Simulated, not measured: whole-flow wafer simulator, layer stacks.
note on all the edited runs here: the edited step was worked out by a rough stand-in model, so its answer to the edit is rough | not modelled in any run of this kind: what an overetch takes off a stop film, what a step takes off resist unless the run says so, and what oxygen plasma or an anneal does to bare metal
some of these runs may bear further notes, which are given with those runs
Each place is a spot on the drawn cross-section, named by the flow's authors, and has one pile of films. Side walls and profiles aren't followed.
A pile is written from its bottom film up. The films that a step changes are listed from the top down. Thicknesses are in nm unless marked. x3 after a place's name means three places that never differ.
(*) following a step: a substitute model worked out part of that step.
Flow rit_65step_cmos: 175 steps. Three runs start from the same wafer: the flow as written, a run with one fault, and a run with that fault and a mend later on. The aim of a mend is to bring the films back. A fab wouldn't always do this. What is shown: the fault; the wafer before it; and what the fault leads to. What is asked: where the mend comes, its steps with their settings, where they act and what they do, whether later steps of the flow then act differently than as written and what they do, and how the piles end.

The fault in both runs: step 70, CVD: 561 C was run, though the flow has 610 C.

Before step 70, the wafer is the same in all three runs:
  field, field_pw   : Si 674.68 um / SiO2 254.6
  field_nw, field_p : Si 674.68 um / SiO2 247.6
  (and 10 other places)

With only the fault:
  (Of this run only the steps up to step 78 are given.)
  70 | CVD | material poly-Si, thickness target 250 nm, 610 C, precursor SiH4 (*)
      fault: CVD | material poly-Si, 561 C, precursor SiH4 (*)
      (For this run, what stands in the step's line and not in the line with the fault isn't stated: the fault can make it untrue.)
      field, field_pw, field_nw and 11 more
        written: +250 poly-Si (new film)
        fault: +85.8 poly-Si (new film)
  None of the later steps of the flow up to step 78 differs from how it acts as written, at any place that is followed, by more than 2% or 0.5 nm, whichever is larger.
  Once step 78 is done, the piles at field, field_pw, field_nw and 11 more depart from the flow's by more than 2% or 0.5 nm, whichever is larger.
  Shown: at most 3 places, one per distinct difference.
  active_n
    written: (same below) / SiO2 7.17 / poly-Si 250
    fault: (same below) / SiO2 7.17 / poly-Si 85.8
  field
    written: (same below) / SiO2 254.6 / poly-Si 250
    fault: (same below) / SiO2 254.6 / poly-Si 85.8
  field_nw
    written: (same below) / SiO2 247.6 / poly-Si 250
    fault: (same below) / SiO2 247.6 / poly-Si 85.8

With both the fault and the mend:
  The mend stands after step 71.
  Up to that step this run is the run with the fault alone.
  71a | CVD | material poly-Si, thickness target 164 nm, 610 C, precursor SiH4 (*) (a further turn of the flow's step 70, with different settings)
      field, field_pw, field_nw and 11 more
        +164 poly-Si
  None of the later steps of the flow differs from how it acts as written, at any place that is followed, by more than 2% or 0.5 nm, whichever is larger.
  When the end is reached, the piles differ only a little from the flow's at the places that both follow, at most by 2% or 0.5 nm, whichever is larger.
